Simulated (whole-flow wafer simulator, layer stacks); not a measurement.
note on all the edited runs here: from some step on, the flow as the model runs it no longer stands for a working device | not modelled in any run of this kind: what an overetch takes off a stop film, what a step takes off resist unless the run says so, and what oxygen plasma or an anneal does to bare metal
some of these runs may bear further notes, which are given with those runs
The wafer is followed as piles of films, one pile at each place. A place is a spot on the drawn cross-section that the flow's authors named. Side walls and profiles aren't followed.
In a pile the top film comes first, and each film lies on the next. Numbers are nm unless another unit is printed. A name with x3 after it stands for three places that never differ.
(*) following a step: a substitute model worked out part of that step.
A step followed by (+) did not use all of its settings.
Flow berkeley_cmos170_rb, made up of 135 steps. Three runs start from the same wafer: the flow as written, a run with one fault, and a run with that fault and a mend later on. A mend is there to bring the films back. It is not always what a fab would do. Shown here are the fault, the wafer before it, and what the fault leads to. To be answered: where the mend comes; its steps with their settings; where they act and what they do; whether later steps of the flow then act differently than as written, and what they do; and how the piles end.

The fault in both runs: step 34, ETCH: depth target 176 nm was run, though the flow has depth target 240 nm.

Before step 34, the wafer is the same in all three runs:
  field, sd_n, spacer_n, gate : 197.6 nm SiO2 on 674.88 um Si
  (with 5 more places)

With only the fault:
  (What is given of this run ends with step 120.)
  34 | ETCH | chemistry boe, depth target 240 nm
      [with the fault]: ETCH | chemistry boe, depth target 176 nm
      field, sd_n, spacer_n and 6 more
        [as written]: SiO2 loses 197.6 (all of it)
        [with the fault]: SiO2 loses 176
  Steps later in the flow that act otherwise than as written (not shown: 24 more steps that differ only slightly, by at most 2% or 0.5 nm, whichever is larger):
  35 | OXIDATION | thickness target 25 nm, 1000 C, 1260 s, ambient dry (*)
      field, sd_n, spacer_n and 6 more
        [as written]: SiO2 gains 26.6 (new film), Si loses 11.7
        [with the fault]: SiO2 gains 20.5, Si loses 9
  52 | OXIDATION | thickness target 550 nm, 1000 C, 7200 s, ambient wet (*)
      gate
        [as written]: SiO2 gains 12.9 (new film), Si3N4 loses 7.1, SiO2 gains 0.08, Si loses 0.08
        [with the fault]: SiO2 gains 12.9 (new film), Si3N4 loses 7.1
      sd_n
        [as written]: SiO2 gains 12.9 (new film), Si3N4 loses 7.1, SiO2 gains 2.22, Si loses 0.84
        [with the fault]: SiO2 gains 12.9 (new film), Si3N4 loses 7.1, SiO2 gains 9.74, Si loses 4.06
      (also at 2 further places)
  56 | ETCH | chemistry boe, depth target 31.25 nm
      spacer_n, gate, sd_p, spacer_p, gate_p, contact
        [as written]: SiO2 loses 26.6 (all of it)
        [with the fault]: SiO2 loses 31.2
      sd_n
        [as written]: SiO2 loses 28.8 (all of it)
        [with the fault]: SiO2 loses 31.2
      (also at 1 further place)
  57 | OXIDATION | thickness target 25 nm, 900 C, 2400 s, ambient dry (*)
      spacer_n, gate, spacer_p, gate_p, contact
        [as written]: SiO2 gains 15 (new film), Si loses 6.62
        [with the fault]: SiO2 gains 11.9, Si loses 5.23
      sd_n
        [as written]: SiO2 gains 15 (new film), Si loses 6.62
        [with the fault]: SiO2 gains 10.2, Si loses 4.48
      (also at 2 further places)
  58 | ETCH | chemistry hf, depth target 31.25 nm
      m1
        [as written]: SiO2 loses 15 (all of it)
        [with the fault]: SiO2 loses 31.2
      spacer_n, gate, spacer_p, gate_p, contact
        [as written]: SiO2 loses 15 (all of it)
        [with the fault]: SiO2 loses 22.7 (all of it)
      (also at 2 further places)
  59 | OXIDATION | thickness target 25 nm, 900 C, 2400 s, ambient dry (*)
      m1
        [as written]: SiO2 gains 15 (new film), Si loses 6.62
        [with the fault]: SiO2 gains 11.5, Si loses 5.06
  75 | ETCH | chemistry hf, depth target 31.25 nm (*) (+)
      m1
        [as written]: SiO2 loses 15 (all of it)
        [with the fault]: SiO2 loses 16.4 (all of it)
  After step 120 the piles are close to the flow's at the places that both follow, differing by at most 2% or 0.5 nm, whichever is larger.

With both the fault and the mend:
  After step 34 comes the mend.
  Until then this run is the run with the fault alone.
  34a | ETCH | chemistry boe, depth target 64 nm (the flow's step 34 again, with other settings)
      field, sd_n, spacer_n and 6 more
        SiO2 loses 21.6 (all of it)
  Later steps of the flow that are run all act as written at every place that is followed.
  The piles end the same as the flow's at every place that both follow.
